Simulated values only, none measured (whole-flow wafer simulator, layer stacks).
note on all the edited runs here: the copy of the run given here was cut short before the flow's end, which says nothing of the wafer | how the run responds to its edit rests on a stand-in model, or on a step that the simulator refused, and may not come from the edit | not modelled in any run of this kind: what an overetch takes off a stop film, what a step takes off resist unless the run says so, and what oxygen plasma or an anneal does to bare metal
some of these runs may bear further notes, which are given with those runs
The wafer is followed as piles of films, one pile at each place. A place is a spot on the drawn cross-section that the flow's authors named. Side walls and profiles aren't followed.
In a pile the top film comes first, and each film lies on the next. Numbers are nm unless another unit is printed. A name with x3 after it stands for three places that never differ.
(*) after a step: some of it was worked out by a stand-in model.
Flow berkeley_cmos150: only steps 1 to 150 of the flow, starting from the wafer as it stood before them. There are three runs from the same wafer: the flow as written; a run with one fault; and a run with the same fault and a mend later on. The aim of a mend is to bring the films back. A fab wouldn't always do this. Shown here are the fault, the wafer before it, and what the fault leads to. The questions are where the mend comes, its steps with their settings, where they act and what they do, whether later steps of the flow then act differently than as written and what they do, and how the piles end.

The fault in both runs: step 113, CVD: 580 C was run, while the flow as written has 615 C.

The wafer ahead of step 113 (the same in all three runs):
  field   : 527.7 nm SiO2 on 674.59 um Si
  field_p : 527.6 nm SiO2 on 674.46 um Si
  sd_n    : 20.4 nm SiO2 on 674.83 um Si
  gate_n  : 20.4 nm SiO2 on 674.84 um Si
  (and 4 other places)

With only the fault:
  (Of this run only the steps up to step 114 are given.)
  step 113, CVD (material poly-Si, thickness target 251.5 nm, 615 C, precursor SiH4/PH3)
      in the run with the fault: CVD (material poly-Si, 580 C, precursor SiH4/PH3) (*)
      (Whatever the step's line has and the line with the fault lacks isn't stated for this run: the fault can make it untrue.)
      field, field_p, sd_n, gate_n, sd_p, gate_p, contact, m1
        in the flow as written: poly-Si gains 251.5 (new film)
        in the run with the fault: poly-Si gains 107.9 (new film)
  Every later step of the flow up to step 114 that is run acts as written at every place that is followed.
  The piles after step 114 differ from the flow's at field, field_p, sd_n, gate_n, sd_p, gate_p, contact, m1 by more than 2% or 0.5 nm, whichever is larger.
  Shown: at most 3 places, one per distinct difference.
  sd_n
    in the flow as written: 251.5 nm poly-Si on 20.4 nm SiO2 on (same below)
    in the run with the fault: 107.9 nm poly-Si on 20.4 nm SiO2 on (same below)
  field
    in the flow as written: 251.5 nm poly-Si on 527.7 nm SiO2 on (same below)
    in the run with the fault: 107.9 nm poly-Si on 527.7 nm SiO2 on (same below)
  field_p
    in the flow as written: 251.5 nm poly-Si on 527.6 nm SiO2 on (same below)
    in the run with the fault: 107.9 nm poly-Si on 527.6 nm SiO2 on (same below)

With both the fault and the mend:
  The mend follows step 113.
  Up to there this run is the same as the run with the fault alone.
  step 113a, CVD (material poly-Si, thickness target 143.6 nm, 615 C, precursor SiH4/PH3) (*) (the flow's step 113, run once more with other settings)
      field, field_p, sd_n, gate_n, sd_p, gate_p, contact, m1
        poly-Si gains 143.6
  Every later step of the flow that is run acts as written, at every place that is followed, to within 2% or 0.5 nm, whichever is larger.
  At the end the piles are close to the flow's at the places that both follow, differing by at most 2% or 0.5 nm, whichever is larger.
